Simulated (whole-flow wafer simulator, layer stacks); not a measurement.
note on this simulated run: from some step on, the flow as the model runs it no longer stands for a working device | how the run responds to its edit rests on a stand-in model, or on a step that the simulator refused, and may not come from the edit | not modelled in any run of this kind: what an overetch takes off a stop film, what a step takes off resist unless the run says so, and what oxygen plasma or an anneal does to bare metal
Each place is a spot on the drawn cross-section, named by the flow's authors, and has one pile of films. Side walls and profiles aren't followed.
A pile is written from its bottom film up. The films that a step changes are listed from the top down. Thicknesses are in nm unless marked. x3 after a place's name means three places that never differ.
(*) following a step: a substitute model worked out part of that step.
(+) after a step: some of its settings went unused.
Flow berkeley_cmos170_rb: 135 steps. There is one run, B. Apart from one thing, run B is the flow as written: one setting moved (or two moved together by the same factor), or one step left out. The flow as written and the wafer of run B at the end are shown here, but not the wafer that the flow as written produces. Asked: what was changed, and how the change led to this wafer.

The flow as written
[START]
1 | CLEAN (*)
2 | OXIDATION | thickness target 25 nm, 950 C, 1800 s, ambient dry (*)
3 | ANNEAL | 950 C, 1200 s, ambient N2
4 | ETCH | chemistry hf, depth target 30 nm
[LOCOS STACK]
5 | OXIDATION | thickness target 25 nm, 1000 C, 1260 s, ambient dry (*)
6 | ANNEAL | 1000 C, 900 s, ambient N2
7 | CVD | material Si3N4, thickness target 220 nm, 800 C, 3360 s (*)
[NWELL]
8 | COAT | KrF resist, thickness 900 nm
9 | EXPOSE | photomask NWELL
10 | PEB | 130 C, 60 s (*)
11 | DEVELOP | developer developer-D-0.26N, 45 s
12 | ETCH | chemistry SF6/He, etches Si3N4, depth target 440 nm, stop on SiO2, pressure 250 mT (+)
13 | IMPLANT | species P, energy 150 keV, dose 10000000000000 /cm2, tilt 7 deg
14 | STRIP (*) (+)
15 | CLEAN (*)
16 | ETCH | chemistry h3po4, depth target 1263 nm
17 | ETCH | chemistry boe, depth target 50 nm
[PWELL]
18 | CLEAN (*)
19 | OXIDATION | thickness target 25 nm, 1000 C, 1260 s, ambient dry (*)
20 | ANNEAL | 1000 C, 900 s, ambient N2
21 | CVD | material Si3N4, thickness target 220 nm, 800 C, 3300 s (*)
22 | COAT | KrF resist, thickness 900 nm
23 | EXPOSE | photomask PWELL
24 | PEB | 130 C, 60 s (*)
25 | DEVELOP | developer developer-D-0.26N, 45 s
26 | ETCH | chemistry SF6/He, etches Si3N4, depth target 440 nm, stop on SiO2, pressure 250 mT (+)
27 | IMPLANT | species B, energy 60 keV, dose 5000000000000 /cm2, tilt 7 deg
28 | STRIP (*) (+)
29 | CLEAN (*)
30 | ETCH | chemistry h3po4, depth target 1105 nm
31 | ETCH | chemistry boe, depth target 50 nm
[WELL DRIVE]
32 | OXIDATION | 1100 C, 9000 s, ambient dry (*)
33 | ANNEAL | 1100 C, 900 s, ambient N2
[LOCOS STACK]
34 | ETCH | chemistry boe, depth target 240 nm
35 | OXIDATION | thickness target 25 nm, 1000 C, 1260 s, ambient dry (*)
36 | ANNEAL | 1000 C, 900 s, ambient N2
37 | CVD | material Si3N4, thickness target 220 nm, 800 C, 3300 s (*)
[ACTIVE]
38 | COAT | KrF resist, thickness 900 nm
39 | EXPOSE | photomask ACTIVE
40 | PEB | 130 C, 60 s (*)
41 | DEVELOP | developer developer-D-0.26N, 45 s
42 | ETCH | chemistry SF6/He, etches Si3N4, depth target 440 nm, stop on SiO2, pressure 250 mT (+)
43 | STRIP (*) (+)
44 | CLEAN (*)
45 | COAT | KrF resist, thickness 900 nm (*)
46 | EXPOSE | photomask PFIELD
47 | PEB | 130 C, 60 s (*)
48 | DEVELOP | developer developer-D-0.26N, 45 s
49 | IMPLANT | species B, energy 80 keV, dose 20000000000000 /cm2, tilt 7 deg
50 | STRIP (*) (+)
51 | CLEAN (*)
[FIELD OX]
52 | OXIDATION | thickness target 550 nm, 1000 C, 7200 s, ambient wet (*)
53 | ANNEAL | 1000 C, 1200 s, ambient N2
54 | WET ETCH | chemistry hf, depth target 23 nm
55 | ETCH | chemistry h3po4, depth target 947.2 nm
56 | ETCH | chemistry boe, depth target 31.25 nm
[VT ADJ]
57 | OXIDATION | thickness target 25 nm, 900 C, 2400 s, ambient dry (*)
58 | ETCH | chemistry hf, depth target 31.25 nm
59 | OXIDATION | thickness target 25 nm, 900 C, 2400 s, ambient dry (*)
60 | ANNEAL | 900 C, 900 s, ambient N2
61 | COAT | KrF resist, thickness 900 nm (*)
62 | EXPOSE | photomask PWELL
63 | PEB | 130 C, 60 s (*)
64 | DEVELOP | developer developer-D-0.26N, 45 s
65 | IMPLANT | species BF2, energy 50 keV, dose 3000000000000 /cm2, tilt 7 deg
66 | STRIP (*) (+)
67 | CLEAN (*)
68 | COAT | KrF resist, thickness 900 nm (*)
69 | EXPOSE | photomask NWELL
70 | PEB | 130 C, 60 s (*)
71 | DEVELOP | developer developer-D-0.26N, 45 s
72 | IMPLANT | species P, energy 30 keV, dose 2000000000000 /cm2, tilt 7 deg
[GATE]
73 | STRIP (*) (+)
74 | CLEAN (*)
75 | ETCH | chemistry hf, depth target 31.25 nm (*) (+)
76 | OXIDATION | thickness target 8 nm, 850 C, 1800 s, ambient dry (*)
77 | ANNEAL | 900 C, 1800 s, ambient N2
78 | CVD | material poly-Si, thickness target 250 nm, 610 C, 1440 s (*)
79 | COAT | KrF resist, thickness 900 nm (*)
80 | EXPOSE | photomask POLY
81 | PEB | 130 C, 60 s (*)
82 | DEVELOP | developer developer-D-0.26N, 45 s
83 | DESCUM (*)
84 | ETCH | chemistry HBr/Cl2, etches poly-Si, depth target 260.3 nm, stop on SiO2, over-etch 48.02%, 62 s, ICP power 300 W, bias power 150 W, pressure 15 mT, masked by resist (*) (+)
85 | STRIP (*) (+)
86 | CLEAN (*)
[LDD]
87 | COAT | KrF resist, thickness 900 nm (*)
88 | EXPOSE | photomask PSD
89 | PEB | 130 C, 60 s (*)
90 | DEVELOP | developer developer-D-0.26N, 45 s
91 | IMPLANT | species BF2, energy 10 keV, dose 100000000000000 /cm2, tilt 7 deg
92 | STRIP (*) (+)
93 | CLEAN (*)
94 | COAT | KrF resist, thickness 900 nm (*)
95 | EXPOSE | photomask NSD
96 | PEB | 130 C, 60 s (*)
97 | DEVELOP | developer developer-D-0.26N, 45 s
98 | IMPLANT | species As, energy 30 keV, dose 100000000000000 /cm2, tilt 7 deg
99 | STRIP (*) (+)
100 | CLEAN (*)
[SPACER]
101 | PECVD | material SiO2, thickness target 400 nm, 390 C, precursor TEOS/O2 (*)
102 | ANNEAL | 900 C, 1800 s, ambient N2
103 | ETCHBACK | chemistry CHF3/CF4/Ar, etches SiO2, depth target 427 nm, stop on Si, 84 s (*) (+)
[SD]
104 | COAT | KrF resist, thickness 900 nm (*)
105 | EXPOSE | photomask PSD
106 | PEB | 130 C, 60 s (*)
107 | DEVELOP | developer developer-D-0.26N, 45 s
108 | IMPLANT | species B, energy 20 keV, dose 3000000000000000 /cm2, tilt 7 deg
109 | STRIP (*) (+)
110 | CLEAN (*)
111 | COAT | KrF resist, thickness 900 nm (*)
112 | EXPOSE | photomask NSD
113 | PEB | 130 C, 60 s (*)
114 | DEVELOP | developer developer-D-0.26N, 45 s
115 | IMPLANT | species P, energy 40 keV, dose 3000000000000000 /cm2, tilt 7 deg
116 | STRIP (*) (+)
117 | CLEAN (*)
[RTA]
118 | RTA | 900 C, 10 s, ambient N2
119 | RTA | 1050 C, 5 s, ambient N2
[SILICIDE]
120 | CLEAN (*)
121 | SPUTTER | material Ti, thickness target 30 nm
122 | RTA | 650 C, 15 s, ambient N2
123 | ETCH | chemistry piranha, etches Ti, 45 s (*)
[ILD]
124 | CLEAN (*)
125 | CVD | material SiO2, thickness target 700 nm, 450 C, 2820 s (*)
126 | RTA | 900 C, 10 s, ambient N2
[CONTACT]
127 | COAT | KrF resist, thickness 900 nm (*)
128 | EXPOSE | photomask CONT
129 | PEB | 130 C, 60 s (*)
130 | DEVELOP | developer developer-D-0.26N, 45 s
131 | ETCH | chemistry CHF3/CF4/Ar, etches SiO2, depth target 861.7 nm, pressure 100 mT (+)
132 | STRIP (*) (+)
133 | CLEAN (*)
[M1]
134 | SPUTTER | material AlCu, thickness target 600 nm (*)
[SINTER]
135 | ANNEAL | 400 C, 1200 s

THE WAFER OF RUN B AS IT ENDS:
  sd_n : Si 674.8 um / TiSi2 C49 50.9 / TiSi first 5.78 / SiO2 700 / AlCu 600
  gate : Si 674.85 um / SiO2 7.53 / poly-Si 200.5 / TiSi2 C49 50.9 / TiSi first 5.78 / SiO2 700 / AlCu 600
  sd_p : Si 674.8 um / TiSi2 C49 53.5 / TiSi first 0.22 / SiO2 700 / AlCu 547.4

The reason: step 126, RTA: 900 C, 10 s, ambient N2, was omitted.

The path from the change to this, step by step:
  131 | ETCH | chemistry CHF3/CF4/Ar, etches SiO2, depth target 861.7 nm, pressure 100 mT (+)
      contact: SiO2 loses 700 (all of it) (it would be, as written: SiO2 loses 700 (all of it), TiSi2 loses 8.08)
  135 | ANNEAL | 400 C, 1200 s
      sd_n, m1: under 2 films: TiSi first loses 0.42, TiSi2 C49 gains 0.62, Si loses 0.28 (it would be, as written: nothing)
      gate, gate_p: under 2 films: TiSi first loses 0.42, TiSi2 C49 gains 0.62, poly-Si loses 0.28 (it would be, as written: nothing)
      (also at 2 further places)
